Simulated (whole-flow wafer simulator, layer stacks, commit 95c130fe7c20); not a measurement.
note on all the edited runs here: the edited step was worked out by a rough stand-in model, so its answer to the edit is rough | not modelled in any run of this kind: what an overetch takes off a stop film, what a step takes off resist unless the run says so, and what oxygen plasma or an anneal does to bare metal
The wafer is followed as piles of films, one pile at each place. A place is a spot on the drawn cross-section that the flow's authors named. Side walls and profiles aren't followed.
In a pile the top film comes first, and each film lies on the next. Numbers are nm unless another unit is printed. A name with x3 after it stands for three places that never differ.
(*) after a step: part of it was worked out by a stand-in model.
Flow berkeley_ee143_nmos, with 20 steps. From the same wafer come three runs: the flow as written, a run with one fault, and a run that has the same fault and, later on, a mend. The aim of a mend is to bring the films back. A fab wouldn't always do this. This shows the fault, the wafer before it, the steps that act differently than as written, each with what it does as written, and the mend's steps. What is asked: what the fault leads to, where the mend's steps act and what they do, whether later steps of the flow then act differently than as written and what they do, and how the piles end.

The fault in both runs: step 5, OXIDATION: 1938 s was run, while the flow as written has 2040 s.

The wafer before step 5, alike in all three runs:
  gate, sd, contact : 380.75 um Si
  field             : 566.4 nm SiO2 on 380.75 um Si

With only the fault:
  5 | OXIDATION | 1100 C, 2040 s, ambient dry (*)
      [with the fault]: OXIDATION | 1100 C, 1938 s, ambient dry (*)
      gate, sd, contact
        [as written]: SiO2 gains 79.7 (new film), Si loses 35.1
        [with the fault]: SiO2 gains 77.3 (new film), Si loses 34
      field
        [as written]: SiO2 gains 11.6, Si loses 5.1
        [with the fault]: SiO2 gains 11, Si loses 4.85
  Later steps of the flow acting differently than as written (1 other step is not shown; it differs only slightly, by no more than 2% or 0.5 nm, whichever is larger):
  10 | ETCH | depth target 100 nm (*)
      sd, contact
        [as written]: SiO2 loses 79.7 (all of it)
        [with the fault]: SiO2 loses 77.3 (all of it)
  By the end, the piles at gate depart from the flow's by more than 2% or 0.5 nm, whichever is larger.
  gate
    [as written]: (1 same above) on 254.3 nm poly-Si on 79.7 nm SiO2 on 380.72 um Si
    [with the fault]: (1 same above) on 254.3 nm poly-Si on 77.3 nm SiO2 on 380.72 um Si

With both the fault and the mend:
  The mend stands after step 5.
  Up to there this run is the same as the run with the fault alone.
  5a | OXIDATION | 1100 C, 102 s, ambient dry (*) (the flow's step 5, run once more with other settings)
      gate, sd, contact
        SiO2 gains 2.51, Si loses 1.1
      field
        SiO2 gains 0.59, Si loses 0.26
  Later steps of the flow that are run all act as written at every place that is followed, up to a difference of at most 2% or 0.5 nm, whichever is larger.
  At the end the piles are close to the flow's at the places that both follow, differing by at most 2% or 0.5 nm, whichever is larger.
